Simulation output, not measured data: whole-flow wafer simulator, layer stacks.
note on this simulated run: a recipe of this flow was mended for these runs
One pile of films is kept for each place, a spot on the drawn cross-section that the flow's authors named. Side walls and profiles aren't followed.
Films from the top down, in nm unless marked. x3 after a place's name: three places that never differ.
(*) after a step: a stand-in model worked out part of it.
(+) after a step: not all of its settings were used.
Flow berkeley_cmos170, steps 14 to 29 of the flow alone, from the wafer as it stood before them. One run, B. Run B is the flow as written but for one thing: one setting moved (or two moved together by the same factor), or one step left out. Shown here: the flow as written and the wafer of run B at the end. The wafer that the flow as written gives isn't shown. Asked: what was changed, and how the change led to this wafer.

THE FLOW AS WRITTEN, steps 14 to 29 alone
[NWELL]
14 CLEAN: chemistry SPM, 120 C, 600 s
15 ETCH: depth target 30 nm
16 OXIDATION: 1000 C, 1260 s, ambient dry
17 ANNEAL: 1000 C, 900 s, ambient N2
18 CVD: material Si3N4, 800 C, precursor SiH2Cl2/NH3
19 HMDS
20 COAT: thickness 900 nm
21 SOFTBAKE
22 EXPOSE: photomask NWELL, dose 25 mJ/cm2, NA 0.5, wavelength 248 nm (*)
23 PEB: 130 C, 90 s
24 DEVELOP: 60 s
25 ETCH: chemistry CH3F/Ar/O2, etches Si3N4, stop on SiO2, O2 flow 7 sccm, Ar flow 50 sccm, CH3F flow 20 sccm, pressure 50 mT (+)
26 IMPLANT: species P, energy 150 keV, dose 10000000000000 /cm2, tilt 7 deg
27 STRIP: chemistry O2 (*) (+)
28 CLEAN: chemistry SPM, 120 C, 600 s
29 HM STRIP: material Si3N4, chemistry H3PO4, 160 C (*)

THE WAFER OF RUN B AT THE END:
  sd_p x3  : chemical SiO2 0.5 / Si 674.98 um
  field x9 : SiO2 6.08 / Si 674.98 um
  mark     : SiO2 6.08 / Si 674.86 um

The cause: step 29, HM STRIP: 171 C was run, where the flow has 160 C.

How the change led to this, step by step:
  29 HM STRIP: material Si3N4, chemistry H3PO4, 160 C (*)
      sd_p x3: chemical SiO2 +0.5 (new film), SiO2 -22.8 (all of it), Si -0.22 (as written it would be: SiO2 -14.2)
      field x9, mark: Si3N4 -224 (all of it), SiO2 -20.5 (as written it would be: Si3N4 -224 (all of it), SiO2 -7)
